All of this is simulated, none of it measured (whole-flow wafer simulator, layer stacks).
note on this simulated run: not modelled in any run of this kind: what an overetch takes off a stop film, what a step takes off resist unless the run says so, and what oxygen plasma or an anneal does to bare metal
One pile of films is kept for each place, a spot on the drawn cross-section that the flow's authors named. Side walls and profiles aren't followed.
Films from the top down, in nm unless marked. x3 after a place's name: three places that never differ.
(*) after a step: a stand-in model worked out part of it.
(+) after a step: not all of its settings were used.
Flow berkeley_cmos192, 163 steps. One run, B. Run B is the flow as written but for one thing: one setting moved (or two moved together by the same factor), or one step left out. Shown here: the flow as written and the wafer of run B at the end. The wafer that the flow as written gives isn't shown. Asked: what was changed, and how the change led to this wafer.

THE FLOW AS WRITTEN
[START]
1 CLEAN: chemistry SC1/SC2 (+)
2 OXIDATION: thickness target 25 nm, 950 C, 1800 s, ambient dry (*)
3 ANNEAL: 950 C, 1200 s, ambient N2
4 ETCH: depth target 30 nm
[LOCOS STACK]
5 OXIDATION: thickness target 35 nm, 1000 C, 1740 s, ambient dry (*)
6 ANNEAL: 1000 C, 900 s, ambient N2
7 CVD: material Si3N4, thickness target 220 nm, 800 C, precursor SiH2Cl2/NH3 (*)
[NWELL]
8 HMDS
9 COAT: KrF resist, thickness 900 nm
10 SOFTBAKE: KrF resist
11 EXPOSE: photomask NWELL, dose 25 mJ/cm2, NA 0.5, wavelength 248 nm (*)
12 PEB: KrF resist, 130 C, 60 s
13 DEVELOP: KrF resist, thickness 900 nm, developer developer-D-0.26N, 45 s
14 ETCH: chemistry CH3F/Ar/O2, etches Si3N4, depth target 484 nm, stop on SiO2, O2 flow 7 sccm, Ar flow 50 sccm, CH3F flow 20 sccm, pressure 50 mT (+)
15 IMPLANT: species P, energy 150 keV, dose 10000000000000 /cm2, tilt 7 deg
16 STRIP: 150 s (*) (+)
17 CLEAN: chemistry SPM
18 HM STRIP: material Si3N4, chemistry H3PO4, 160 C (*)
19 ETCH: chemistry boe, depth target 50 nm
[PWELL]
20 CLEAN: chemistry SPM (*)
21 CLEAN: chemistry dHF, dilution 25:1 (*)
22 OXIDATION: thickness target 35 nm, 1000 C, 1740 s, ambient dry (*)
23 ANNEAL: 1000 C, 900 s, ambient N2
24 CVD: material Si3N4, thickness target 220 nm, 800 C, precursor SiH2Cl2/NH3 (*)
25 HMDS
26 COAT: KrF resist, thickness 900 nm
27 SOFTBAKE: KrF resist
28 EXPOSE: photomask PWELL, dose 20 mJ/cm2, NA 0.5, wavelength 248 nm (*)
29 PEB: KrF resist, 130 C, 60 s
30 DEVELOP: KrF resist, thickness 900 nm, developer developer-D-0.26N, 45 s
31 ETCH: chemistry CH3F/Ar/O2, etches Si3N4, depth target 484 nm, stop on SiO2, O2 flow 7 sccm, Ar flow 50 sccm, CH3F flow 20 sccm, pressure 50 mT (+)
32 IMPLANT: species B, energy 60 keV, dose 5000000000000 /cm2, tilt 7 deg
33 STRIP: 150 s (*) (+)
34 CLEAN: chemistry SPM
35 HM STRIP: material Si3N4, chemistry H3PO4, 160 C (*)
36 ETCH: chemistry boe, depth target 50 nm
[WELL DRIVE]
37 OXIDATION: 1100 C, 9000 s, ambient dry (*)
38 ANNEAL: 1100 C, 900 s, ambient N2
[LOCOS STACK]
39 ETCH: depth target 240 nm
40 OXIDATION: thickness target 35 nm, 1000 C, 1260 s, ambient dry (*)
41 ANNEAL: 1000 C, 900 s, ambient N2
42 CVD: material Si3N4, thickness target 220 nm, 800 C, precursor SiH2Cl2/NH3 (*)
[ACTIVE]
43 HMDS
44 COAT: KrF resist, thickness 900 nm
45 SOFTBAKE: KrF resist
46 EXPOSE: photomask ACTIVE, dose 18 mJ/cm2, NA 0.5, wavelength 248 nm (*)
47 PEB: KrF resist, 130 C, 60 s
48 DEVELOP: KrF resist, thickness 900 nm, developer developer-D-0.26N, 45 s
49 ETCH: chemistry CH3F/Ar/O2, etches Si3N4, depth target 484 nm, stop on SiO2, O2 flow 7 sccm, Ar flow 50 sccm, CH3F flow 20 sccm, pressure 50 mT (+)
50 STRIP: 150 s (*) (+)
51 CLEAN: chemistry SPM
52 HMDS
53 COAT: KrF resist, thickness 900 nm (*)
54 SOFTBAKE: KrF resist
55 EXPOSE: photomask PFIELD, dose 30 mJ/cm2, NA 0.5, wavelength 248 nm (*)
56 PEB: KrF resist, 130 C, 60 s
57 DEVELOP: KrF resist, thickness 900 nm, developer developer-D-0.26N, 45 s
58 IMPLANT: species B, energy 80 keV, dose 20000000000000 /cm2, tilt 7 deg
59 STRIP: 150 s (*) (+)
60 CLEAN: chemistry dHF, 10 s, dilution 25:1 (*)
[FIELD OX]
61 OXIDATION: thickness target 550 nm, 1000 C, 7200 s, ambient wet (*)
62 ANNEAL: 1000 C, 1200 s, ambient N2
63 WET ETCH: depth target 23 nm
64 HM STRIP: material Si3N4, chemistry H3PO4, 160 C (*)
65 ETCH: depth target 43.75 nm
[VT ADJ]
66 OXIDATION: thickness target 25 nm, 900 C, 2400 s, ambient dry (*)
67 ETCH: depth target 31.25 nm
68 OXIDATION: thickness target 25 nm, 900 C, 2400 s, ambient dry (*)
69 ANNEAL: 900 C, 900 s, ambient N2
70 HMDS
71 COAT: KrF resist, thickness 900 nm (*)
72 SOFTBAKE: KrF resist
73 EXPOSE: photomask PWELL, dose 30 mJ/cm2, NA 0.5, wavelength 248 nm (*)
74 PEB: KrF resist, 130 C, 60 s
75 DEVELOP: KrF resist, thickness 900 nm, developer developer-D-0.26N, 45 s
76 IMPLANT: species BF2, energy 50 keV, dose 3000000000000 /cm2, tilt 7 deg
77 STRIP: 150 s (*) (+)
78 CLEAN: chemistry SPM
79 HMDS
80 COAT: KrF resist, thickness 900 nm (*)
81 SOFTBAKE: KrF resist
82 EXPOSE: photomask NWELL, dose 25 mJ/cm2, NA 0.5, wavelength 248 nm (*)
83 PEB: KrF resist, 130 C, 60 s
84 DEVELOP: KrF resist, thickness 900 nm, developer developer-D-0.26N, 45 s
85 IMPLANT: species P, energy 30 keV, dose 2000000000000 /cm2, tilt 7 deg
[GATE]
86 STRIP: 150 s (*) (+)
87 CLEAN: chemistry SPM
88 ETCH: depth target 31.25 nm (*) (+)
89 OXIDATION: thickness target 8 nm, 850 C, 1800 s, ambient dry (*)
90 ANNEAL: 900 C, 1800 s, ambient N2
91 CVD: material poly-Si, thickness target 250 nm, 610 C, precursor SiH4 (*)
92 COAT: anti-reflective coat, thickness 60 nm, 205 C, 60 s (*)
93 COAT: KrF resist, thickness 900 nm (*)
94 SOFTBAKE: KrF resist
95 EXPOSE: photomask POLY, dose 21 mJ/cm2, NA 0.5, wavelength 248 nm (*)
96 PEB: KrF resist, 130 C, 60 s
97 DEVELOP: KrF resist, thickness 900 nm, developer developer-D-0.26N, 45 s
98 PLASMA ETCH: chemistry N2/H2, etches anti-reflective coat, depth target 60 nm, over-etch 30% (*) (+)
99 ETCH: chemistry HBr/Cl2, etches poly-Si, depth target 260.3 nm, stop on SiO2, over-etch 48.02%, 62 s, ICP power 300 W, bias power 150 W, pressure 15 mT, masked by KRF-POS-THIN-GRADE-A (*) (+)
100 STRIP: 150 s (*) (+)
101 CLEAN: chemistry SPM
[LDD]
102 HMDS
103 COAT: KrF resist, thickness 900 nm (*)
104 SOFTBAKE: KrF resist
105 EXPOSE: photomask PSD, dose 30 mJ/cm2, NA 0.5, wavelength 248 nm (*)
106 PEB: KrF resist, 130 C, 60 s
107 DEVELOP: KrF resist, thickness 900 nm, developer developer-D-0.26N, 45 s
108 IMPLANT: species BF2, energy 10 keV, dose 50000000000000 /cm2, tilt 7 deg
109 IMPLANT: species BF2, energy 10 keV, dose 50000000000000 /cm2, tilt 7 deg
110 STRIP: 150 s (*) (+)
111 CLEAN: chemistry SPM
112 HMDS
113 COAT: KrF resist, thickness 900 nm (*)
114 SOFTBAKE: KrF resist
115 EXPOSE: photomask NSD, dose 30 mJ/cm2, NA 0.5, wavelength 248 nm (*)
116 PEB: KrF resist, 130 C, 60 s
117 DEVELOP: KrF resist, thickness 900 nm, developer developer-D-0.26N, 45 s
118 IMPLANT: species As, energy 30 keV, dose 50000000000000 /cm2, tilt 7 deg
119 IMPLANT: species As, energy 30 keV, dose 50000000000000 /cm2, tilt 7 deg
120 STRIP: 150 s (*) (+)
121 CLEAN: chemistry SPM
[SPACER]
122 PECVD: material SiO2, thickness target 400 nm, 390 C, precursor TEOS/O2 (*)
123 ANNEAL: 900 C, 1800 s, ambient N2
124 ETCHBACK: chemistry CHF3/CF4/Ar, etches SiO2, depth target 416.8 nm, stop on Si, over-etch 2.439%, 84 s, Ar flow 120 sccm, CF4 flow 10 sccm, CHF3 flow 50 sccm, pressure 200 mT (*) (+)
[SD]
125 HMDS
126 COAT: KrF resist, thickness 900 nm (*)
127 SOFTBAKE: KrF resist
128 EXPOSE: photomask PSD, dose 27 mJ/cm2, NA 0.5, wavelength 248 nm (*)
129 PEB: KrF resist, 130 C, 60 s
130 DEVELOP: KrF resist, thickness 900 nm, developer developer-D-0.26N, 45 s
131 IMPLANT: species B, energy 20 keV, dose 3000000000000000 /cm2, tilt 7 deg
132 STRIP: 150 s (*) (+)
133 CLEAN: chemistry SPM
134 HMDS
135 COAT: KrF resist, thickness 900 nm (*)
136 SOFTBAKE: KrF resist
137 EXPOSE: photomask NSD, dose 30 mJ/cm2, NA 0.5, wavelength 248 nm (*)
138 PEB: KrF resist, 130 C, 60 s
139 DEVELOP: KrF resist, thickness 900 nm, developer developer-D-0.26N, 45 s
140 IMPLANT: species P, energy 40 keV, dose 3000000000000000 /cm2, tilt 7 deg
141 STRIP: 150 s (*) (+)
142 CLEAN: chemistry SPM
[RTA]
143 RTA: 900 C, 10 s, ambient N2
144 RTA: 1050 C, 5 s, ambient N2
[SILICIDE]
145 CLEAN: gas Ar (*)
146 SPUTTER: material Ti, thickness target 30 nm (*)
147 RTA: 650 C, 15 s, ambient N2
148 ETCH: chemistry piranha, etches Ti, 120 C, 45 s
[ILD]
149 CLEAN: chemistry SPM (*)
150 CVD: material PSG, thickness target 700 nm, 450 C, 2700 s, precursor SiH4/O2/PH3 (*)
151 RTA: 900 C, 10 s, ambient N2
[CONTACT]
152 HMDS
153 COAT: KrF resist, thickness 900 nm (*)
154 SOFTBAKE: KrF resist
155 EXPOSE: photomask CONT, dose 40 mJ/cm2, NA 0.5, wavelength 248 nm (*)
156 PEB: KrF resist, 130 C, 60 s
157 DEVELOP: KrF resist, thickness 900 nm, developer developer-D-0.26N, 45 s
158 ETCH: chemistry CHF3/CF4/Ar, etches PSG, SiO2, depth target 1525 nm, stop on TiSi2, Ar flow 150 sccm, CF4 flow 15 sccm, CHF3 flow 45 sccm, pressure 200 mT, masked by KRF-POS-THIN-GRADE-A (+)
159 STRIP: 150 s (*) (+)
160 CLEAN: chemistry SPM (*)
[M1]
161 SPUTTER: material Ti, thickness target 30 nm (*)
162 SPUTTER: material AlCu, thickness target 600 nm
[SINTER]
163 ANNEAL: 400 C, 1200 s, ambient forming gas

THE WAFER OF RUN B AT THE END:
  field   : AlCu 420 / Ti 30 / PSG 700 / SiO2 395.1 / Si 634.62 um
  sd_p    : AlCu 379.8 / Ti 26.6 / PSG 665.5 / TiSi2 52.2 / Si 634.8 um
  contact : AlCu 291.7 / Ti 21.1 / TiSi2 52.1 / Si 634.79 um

The cause: step 162, SPUTTER: thickness target 420 nm was run, where the flow has thickness target 600 nm.
It can be read off the wafer: field has AlCu 420, and step 162 as written asks for 600 nm.

How the change led to this, step by step:
  162 SPUTTER: material AlCu, thickness target 600 nm
      field, sd_n, spacer_n, gate, spacer_p, gate_p, m1: AlCu +420 (new film) (as written it would be: AlCu +600 (new film))
      sd_p: AlCu +379.8 (new film) (as written it would be: AlCu +551.2 (new film))
      (and at 1 more place)
